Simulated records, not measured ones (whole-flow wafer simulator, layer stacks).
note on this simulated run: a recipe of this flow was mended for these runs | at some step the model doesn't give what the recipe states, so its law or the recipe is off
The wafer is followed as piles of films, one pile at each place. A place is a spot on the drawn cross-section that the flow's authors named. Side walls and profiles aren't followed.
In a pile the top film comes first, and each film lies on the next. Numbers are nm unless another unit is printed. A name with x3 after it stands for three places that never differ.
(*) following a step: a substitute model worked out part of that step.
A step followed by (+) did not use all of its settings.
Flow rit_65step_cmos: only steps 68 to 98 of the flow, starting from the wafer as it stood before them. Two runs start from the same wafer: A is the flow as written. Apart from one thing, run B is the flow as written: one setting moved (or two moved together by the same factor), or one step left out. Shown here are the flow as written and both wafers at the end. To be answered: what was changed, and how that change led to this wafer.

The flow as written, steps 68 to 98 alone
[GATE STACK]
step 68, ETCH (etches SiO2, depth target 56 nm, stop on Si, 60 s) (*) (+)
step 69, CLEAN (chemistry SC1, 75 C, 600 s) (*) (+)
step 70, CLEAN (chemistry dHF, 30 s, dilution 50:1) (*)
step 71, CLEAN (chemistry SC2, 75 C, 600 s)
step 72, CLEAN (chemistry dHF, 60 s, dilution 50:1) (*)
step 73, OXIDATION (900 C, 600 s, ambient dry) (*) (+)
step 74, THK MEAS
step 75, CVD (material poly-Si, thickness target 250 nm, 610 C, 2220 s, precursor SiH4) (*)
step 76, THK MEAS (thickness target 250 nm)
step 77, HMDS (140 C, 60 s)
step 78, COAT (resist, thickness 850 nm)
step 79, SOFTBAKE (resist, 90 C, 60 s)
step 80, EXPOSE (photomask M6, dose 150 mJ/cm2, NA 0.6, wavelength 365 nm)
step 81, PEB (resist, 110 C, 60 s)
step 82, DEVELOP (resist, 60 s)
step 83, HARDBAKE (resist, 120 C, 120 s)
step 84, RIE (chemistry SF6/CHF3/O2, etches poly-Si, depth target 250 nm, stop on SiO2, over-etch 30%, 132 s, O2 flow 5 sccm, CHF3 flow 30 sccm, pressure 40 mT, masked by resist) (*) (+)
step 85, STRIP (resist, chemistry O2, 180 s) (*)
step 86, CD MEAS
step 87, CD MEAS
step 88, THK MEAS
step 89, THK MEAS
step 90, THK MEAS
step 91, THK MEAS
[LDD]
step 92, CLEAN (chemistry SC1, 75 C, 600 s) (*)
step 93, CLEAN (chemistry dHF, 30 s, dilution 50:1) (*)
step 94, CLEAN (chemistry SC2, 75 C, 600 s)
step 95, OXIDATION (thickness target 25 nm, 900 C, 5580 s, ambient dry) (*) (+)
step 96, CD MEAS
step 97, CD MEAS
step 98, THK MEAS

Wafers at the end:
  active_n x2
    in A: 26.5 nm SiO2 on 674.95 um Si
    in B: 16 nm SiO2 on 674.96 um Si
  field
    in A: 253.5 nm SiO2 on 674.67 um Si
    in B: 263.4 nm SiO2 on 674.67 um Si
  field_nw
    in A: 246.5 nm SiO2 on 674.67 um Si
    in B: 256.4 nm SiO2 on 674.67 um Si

Cause: step 84, RIE: depth target 186 nm was run, though the flow has depth target 250 nm; step 84, RIE: 98 s was run, where the flow has 132 s.

How this came from the change, step by step:
  step 84, RIE (chemistry SF6/CHF3/O2, etches poly-Si, depth target 250 nm, stop on SiO2, over-etch 30%, 132 s, O2 flow 5 sccm, CHF3 flow 30 sccm, pressure 40 mT, masked by resist) (*) (+)
      field, field_pw, field_nw and 9 more: A -250 poly-Si (all of it), -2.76 SiO2 | B -241.8 poly-Si
      gate_n, gate_p: A -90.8 resist | B -67.5 resist
  step 85, STRIP (resist, chemistry O2, 180 s) (*)
      field, field_pw, field_nw and 9 more: A nothing | B +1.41 chemical SiO2 (new film), -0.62 poly-Si
      gate_n, gate_p: A +1.34 chemical SiO2 (new film), -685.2 resist (all of it), -0.59 poly-Si | B +1.34 chemical SiO2 (new film), -708.4 resist (all of it), -0.59 poly-Si
  step 92, CLEAN (chemistry SC1, 75 C, 600 s) (*)
      field, field_pw, field_nw and 9 more: A -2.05 SiO2 | B -0.81 chemical SiO2, -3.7 poly-Si
  step 93, CLEAN (chemistry dHF, 30 s, dilution 50:1) (*)
      active_n x2, spacer, spacer_p, sd_n, sd_p, contact, m1: A -2.36 SiO2 (all of it) | B -0.6 chemical SiO2 (all of it)
      field, field_pw, field_nw, field_p: A -2.78 SiO2 | B -0.6 chemical SiO2 (all of it)
  step 95, OXIDATION (thickness target 25 nm, 900 C, 5580 s, ambient dry) (*) (+)
      active_n x2, spacer, spacer_p, sd_n, sd_p, contact, m1: A +26.5 SiO2 (new film), -0.4 chemical SiO2 (all of it), -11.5 Si | B -0.4 chemical SiO2 (all of it), -3.7 poly-Si (all of it), +8.81 SiO2
      field, field_pw: A +6.43 SiO2, -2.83 Si | B -0.4 chemical SiO2 (all of it), -3.7 poly-Si (all of it), +8.81 SiO2
      (as well as at 2 more places)
